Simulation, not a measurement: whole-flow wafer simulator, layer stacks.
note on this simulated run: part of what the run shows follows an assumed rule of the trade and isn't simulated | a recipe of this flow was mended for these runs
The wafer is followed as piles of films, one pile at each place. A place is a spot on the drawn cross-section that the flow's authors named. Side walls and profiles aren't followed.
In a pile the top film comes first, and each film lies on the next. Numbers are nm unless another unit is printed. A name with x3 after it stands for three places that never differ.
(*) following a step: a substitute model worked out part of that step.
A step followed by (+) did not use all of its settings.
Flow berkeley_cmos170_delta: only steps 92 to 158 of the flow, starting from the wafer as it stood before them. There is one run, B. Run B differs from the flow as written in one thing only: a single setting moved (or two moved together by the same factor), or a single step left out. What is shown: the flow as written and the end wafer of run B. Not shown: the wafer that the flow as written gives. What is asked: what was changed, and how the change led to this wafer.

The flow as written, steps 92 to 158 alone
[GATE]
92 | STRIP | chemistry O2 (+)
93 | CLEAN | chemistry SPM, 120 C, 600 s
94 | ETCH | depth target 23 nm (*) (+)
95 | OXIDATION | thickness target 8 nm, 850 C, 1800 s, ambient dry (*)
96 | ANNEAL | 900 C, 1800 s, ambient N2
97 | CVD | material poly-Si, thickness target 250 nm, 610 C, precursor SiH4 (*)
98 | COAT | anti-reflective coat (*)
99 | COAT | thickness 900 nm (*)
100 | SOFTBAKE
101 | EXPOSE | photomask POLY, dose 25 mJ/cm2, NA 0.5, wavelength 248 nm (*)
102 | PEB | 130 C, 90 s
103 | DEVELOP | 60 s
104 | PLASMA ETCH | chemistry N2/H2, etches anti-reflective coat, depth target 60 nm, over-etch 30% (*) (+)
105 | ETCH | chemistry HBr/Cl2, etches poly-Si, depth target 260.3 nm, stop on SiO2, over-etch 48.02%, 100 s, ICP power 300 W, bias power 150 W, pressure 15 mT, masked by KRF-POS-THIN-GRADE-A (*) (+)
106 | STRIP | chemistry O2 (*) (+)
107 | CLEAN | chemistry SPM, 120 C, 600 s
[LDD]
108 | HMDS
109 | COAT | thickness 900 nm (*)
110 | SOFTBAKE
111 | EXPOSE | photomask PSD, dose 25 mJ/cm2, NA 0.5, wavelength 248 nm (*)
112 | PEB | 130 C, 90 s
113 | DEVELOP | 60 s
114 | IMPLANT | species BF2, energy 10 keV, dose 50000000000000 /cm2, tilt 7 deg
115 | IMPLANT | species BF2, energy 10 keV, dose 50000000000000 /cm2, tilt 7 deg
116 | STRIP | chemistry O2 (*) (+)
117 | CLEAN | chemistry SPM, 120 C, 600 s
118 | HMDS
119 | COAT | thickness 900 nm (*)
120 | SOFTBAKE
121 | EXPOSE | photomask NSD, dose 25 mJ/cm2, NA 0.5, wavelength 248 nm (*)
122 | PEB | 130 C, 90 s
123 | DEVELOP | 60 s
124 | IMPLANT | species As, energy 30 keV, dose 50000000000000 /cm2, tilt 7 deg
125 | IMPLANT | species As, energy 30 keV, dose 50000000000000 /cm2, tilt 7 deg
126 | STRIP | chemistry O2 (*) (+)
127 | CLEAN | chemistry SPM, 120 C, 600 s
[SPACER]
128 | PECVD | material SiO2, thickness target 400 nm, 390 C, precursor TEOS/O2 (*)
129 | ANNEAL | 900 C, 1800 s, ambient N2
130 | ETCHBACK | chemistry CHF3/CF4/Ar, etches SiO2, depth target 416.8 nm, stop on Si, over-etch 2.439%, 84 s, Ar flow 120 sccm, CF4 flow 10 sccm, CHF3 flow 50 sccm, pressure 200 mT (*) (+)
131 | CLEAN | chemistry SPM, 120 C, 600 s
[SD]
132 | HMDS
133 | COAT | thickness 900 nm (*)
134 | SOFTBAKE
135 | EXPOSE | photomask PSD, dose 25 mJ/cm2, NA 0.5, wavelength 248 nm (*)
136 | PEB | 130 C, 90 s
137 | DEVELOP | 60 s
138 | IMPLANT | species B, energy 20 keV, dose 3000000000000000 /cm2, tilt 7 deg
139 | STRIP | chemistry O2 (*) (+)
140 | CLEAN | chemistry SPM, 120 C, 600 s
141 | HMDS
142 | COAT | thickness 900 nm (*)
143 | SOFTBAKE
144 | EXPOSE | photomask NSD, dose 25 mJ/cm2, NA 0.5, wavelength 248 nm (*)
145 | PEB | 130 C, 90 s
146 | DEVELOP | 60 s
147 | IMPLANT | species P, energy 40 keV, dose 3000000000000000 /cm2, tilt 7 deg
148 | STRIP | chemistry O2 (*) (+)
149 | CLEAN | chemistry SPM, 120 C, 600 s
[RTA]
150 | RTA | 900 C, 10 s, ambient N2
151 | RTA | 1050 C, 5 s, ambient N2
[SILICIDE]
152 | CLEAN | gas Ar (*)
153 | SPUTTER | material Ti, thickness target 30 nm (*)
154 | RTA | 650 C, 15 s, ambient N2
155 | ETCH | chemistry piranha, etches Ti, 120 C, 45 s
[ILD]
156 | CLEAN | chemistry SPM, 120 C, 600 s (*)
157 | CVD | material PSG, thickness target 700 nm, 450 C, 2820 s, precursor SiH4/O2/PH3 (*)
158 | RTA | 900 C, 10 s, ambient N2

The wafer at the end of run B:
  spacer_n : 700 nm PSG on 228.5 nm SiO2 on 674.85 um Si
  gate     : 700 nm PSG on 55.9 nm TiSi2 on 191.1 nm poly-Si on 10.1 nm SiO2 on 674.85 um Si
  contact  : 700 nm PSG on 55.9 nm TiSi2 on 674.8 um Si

The reason: step 94, ETCH: depth target 10 nm was run, though the flow has depth target 23 nm.

Step by step, how the change led to this:
  94 | ETCH | depth target 23 nm (*) (+)
      sd_n, spacer_n, gate, sd_p, spacer_p, gate_p, contact, m1: SiO2 loses 10 (it would be, as written: SiO2 loses 14.9 (all of it))
      field: SiO2 loses 10 (it would be, as written: SiO2 loses 23)
  95 | OXIDATION | thickness target 8 nm, 850 C, 1800 s, ambient dry (*)
      spacer_n, gate, spacer_p, gate_p, contact, m1: SiO2 gains 5.19, Si loses 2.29 (it would be, as written: SiO2 gains 7.48 (new film), Si loses 3.29)
      sd_n, sd_p: SiO2 gains 5.19, Si loses 2.28 (it would be, as written: SiO2 gains 7.48 (new film), Si loses 3.29)
  98 | COAT | anti-reflective coat (*)
      sd_n: anti-reflective coat gains 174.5 (new film) (it would be, as written: anti-reflective coat gains 166.5 (new film))
      spacer_n: anti-reflective coat gains 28 (new film) (it would be, as written: anti-reflective coat gains 29.7 (new film))
      (as well as at 3 more places)
  104 | PLASMA ETCH | chemistry N2/H2, etches anti-reflective coat, depth target 60 nm, over-etch 30% (*) (+)
      sd_n: anti-reflective coat loses 174.5 (all of it), poly-Si loses 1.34 (it would be, as written: anti-reflective coat loses 166.5 (all of it), poly-Si loses 1.28)
      spacer_n: anti-reflective coat loses 28 (all of it), poly-Si loses 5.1 (it would be, as written: anti-reflective coat loses 29.7 (all of it), poly-Si loses 4.79)
      (as well as at 1 more place)
  106 | STRIP | chemistry O2 (*) (+)
      gate: chemical SiO2 gains 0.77 (new film), KrF-resist loses 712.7 (all of it), anti-reflective coat loses 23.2 (all of it), poly-Si loses 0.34 (it would be, as written: chemical SiO2 gains 0.77 (new film), KrF-resist loses 704.7 (all of it), anti-reflective coat loses 25.2 (all of it), poly-Si loses 0.34)
      gate_p: chemical SiO2 gains 0.77 (new film), KrF-resist loses 677.5 (all of it), anti-reflective coat loses 27.2 (all of it), poly-Si loses 0.34 (it would be, as written: chemical SiO2 gains 0.77 (new film), KrF-resist loses 672.9 (all of it), anti-reflective coat loses 28.2 (all of it), poly-Si loses 0.34)
  154 | RTA | 650 C, 15 s, ambient N2
      sd_p: Ti loses 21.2, TiSi first gains 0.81 (new film), TiSi2 C49 gains 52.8 (new film), Si loses 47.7 (it would be, as written: Ti loses 21.5, TiSi first gains 1.37 (new film), TiSi2 C49 gains 52.5 (new film), Si loses 47.8)
  158 | RTA | 900 C, 10 s, ambient N2
      sd_p: under 1 film: TiSi2 gains 50.7 (new film), TiSi first loses 0.71 (all of it), TiSi2 C49 loses 52.8 (all of it), Si loses 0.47 (it would be, as written: under 1 film: TiSi2 gains 51.3 (new film), TiSi first loses 1.27 (all of it), TiSi2 C49 loses 52.5 (all of it), Si loses 0.84)
